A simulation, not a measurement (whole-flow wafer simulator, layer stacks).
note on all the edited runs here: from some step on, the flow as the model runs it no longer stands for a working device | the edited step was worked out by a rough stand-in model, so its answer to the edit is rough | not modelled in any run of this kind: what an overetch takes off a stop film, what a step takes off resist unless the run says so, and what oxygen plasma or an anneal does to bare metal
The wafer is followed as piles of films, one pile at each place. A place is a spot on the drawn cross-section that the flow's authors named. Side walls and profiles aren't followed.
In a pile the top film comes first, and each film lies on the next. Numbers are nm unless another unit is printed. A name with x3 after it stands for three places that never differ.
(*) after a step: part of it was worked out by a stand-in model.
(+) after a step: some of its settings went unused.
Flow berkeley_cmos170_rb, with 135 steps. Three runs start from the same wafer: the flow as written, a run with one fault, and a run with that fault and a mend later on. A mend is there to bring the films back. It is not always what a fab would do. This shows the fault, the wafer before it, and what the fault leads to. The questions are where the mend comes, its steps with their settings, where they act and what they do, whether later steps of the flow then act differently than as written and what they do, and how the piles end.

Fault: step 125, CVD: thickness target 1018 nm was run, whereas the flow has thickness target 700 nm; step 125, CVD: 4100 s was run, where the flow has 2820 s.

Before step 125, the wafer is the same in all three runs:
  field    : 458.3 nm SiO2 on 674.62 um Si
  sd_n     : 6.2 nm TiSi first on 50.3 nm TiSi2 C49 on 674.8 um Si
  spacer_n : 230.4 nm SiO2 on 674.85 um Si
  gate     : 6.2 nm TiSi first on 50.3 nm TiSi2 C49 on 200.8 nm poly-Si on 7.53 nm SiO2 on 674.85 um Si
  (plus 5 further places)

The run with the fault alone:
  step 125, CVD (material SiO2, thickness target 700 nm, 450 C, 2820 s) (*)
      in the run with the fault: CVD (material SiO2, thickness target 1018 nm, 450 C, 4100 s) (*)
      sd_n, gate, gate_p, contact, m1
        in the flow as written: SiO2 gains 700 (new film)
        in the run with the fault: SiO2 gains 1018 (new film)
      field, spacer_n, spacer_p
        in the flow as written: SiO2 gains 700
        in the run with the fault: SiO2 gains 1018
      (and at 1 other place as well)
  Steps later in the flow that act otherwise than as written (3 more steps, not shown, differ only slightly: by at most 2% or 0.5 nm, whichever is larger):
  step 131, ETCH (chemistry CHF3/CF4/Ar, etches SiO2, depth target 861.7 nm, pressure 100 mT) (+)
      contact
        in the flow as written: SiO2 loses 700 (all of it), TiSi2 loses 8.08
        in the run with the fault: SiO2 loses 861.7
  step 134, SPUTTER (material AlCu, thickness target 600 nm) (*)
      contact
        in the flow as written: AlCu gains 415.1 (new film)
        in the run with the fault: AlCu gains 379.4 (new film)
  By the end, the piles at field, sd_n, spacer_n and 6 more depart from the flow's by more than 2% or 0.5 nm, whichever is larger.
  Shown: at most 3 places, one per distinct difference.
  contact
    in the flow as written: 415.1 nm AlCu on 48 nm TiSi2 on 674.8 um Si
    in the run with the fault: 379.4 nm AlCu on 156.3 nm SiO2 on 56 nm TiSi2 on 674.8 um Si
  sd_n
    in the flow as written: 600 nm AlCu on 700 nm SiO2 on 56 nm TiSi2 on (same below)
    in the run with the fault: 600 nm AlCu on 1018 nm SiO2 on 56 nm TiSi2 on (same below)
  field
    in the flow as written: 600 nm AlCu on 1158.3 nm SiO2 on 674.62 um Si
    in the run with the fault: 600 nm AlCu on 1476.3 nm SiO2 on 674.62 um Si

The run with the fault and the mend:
  The mend stands after step 125.
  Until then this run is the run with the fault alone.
  step 125a, ETCH (chemistry boe, depth target 312.4 nm)
      field, sd_n, spacer_n and 6 more
        SiO2 loses 312.4
  None of the later steps of the flow differs from how it acts as written, at any place that is followed, by more than 2% or 0.5 nm, whichever is larger.
  The piles end only slightly different from the flow's at the places that both follow, by no more than 2% or 0.5 nm, whichever is larger.
